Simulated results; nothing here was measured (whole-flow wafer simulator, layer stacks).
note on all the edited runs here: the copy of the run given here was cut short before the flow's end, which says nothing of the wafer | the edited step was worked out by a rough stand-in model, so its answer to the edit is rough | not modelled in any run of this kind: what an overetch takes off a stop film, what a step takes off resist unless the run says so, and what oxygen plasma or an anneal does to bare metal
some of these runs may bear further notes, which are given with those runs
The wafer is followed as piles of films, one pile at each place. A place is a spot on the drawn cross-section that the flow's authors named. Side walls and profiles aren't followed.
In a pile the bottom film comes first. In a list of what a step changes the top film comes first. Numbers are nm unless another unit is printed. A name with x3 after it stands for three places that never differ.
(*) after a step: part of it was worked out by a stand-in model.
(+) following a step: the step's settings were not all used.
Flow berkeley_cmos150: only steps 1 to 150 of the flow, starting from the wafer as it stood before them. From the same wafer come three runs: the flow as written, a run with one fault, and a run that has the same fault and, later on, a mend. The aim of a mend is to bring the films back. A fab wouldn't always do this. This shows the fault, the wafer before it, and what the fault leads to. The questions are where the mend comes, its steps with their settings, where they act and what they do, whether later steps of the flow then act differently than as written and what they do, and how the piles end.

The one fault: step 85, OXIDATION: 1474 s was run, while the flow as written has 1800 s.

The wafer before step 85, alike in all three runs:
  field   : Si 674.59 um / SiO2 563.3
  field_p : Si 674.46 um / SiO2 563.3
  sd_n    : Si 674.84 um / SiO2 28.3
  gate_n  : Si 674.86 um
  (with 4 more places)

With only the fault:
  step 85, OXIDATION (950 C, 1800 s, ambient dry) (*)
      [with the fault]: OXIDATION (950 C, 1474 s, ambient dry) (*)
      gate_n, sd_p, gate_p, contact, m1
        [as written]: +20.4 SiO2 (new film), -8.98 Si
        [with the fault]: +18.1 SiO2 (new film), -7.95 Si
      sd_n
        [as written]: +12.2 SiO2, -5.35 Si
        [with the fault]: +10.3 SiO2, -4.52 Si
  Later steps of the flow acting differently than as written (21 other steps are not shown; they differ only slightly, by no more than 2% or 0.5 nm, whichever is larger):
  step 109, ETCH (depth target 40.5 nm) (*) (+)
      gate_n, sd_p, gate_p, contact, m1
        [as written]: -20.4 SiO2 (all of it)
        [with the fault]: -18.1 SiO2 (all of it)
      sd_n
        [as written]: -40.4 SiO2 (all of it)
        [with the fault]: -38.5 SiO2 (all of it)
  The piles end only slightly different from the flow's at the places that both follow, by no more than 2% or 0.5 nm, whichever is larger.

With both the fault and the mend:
  The mend stands after step 87.
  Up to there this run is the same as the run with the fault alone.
  step 87a, OXIDATION (950 C, 270 s, ambient dry) (*) (the flow's step 85, run once more with other settings)
      gate_n, sd_p, gate_p, contact, m1
        +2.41 SiO2, -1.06 Si
      field, field_p
        +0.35 SiO2, -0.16 Si
      sd_n
        +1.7 SiO2, -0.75 Si
  None of the later steps of the flow differs from how it acts as written, at any place that is followed, by more than 2% or 0.5 nm, whichever is larger.
  The piles end only slightly different from the flow's at the places that both follow, by no more than 2% or 0.5 nm, whichever is larger.
